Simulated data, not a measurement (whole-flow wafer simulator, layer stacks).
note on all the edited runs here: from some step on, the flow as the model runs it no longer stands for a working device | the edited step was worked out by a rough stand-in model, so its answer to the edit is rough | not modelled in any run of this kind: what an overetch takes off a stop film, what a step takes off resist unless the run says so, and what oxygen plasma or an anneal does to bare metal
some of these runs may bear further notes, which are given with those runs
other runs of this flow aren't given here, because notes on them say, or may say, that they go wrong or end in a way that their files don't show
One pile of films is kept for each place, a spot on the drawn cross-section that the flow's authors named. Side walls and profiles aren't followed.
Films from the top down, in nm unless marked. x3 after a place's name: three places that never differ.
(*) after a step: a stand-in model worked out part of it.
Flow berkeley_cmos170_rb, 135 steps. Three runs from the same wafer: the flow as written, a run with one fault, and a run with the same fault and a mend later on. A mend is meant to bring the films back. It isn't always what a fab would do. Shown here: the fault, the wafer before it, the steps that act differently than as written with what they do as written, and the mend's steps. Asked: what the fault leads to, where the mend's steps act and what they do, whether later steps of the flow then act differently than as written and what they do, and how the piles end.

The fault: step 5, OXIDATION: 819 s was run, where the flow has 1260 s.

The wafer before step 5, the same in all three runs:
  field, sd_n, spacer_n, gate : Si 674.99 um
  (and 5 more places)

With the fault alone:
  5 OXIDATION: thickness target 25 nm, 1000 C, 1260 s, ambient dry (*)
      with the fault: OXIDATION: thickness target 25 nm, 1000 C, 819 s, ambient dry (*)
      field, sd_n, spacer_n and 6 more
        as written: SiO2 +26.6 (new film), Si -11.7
        with the fault: SiO2 +21.1 (new film), Si -9.3
  Later steps of the flow that act differently than as written:
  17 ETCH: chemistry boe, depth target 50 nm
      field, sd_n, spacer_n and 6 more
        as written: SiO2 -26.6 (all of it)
        with the fault: SiO2 -21.1 (all of it)
  At the end the piles differ from the flow's only slightly at the places that both follow, by at most 2% or 0.5 nm, whichever is larger.

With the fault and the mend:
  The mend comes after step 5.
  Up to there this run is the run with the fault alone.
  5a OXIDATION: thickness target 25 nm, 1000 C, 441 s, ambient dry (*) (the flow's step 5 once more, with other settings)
      field, sd_n, spacer_n and 6 more
        SiO2 +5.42, Si -2.39
  No later step of the flow acts differently than as written at any place that is followed.
  At the end the piles are the same as the flow's at every place that both follow.
